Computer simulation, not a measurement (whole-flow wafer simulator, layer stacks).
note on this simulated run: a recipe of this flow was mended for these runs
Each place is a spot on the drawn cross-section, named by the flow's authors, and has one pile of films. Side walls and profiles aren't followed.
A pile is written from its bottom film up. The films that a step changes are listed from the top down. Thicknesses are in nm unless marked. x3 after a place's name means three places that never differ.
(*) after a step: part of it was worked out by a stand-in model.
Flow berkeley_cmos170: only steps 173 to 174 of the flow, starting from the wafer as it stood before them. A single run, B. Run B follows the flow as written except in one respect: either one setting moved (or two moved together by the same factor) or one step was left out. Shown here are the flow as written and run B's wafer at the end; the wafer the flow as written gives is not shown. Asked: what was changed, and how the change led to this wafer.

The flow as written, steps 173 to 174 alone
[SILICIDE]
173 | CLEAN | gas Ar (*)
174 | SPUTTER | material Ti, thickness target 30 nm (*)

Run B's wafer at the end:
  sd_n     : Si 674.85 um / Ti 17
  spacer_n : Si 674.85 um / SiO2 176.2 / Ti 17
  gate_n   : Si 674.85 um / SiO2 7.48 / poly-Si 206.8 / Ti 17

What caused this: step 174, SPUTTER: thickness target 17 nm was run, though the flow has thickness target 30 nm.
The wafer itself shows it: sd_n has Ti 17, and step 174 as written asks for 30 nm.

Step by step, how the change led to this:
  174 | SPUTTER | material Ti, thickness target 30 nm (*)
      field, mark, sd_n and 10 more: +17 Ti (new film) (as written it would have been: +30 Ti (new film))
